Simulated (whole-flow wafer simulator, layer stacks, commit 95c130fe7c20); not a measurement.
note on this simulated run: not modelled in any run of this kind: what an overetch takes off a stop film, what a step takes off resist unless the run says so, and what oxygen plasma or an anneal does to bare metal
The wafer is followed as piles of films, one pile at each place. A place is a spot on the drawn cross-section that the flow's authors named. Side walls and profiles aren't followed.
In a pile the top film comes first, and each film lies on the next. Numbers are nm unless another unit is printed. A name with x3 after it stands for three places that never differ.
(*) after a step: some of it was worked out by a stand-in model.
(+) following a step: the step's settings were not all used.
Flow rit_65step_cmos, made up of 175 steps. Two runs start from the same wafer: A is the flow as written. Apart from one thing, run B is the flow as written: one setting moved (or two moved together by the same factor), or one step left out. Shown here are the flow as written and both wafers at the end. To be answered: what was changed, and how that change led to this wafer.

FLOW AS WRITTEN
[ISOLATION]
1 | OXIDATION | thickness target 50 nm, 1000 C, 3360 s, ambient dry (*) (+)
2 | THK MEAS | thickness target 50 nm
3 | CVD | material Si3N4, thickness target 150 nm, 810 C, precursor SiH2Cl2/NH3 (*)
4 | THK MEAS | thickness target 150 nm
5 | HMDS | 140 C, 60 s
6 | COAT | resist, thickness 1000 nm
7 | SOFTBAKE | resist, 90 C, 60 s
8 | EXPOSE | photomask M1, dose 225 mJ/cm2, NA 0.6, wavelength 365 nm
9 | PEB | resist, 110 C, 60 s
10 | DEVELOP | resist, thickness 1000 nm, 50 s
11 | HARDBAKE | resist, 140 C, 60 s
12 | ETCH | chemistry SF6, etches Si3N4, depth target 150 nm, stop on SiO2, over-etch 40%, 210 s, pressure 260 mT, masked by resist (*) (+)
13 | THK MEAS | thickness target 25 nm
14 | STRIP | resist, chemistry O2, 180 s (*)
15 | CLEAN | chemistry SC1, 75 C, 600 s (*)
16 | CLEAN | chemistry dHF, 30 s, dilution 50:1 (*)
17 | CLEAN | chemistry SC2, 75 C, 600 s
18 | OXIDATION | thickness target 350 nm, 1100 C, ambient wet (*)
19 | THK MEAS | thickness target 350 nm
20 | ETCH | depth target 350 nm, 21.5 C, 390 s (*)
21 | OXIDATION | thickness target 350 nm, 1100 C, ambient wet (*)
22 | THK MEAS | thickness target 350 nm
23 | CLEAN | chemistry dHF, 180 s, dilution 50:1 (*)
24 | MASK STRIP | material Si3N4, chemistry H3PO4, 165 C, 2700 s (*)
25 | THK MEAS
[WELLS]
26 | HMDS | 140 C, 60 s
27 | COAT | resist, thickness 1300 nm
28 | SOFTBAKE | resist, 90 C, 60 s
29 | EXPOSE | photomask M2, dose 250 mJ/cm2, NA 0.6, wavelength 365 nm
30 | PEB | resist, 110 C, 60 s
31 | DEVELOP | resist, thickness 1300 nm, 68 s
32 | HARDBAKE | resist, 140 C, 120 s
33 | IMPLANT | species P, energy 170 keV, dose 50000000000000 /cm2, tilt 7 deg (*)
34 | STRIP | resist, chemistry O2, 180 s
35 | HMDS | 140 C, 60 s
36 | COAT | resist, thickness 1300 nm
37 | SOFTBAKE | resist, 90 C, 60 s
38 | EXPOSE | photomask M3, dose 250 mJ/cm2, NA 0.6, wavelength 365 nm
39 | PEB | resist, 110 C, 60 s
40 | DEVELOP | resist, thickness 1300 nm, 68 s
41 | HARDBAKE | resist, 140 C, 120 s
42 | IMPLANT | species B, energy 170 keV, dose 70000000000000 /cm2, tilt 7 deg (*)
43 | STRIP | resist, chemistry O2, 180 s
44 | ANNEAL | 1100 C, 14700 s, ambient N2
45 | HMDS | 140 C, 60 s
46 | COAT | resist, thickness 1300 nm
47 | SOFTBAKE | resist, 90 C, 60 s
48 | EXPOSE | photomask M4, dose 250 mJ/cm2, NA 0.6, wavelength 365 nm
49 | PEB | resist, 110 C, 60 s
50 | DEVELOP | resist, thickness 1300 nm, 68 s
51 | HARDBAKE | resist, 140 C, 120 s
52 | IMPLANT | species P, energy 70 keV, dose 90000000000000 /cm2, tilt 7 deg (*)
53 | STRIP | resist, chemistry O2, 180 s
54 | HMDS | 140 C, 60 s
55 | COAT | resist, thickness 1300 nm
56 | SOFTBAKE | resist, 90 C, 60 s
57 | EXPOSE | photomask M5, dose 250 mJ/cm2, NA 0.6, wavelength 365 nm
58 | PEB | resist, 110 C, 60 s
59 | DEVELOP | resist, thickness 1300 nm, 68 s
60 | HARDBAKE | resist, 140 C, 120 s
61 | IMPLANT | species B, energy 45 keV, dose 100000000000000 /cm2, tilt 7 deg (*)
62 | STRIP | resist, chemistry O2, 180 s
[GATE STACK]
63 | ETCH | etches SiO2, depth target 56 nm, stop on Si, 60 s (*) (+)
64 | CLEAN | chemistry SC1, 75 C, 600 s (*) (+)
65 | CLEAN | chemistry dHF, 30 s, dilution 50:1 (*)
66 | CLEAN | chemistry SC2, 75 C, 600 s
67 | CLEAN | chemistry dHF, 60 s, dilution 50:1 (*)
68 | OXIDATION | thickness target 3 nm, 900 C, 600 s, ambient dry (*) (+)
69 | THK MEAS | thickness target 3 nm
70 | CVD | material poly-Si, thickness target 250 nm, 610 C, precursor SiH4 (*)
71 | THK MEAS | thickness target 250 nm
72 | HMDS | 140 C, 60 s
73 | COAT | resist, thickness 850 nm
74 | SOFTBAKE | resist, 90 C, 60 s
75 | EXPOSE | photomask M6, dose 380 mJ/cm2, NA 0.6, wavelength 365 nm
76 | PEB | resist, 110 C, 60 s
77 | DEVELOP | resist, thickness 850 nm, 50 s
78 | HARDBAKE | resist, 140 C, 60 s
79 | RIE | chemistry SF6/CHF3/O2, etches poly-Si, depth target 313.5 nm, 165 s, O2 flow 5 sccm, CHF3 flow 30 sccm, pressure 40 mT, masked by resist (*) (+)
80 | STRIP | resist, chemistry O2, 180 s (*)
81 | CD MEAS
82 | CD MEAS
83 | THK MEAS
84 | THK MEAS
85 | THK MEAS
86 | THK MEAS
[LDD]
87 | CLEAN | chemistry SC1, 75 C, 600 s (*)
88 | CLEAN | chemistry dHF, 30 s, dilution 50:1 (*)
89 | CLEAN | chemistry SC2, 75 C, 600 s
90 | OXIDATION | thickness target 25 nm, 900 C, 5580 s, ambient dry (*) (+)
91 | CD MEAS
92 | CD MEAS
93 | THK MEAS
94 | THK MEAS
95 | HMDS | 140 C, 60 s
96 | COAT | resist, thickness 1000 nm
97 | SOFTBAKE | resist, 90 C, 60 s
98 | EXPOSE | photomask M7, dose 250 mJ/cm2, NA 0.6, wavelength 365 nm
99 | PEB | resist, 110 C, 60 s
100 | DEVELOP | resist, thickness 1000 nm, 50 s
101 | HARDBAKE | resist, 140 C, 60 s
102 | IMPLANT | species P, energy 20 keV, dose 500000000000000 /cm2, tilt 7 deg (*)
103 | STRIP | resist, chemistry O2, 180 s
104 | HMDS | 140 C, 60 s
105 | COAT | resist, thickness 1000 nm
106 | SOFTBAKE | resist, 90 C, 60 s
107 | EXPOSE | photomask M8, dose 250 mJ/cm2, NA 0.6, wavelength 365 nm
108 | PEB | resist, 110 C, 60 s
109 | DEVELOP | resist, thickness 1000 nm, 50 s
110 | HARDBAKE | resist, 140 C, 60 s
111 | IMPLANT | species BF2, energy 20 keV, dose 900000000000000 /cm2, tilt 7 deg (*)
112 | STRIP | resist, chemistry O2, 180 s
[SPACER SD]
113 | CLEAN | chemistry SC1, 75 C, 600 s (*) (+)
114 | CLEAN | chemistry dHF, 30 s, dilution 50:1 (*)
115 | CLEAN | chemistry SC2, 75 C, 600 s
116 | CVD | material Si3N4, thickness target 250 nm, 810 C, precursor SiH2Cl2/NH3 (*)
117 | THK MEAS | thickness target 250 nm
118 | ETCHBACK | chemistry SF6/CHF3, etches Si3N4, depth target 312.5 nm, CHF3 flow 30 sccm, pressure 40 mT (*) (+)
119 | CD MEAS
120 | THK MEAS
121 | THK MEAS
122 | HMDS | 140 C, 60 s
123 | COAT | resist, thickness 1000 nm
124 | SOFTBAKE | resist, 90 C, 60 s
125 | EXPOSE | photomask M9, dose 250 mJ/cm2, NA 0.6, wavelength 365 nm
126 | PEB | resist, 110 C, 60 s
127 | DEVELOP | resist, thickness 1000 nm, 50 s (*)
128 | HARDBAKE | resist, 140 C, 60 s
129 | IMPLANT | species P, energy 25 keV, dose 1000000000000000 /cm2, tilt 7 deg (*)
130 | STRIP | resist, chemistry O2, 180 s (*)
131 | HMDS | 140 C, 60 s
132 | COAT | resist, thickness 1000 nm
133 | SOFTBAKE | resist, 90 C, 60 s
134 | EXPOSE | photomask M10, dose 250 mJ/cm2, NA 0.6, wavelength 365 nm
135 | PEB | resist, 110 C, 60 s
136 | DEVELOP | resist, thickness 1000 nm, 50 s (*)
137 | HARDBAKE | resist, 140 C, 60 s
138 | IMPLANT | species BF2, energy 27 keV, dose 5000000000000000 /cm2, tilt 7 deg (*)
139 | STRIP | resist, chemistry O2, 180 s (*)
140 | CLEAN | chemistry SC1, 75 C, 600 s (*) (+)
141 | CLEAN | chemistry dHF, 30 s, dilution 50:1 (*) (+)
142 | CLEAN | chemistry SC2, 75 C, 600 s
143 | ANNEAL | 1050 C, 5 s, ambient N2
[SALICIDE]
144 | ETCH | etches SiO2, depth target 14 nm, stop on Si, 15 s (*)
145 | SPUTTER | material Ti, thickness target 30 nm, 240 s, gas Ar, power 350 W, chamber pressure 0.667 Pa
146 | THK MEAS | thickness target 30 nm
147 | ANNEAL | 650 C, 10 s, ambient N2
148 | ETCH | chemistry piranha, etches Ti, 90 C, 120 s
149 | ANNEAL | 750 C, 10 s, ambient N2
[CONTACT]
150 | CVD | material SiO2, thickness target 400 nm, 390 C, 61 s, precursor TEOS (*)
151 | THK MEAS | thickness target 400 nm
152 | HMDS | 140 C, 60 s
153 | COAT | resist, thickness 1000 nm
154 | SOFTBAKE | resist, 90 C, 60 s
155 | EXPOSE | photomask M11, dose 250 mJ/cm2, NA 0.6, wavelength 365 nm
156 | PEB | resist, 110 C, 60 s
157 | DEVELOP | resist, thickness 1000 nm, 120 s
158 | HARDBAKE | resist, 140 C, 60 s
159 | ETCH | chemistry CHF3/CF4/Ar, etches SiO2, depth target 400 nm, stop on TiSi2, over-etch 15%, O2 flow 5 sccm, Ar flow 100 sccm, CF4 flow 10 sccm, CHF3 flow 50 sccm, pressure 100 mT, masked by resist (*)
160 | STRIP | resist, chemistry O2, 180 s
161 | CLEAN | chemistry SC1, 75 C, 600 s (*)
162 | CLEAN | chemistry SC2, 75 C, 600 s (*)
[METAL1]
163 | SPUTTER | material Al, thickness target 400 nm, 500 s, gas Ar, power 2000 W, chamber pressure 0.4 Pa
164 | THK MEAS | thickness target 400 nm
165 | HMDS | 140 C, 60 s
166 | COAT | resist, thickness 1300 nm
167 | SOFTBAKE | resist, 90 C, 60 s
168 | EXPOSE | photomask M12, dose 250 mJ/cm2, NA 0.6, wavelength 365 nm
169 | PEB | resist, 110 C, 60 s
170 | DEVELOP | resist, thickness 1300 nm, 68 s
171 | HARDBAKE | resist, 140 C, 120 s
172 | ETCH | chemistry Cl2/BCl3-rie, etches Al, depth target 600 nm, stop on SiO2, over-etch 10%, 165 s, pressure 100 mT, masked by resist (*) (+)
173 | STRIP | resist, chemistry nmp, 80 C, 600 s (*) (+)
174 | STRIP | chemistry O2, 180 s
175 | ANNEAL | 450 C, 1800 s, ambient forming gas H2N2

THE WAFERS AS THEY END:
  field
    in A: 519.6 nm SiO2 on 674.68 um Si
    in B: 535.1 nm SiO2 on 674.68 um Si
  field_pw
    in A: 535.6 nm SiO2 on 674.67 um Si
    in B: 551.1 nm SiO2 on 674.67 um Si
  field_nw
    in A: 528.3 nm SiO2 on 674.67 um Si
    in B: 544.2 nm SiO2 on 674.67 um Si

The reason: step 144, ETCH: etches SiO2, depth target 14 nm, stop on Si, 15 s (*), was skipped.

Step by step, how the change led to this:
  145 | SPUTTER | material Ti, thickness target 30 nm, 240 s, gas Ar, power 350 W, chamber pressure 0.667 Pa
      gate_n: A Ti gains 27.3 (new film) | B Ti gains 26.2 (new film)
      gate_p: A Ti gains 27.2 (new film) | B Ti gains 26.1 (new film)
  147 | ANNEAL | 650 C, 10 s, ambient N2
      gate_n: A Ti loses 21.3, TiSi first gains 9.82 (new film), TiSi2 C49 gains 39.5 (new film), poly-Si loses 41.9 | B Ti loses 20.5, TiSi first gains 7.03 (new film), TiSi2 C49 gains 40.9 (new film), chemical SiO2 loses 0.4 (all of it), poly-Si loses 41.4
      gate_p: A Ti loses 21.2, TiSi first gains 9.56 (new film), TiSi2 C49 gains 39.6 (new film), poly-Si loses 41.9 | B Ti loses 20.4, TiSi first gains 6.74 (new film), TiSi2 C49 gains 41.1 (new film), chemical SiO2 loses 0.4 (all of it), poly-Si loses 41.3
  149 | ANNEAL | 750 C, 10 s, ambient N2
      gate_n: A TiSi2 gains 50.8 (new film), TiSi first loses 9.72 (all of it), TiSi2 C49 loses 39.5 (all of it), poly-Si loses 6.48 | B TiSi2 gains 48.3 (new film), TiSi first loses 6.93 (all of it), TiSi2 C49 loses 40.9 (all of it), poly-Si loses 4.62
      gate_p: A TiSi2 gains 50.6 (new film), TiSi first loses 9.46 (all of it), TiSi2 C49 loses 39.6 (all of it), poly-Si loses 6.31 | B TiSi2 gains 48 (new film), TiSi first loses 6.64 (all of it), TiSi2 C49 loses 41.1 (all of it), poly-Si loses 4.43
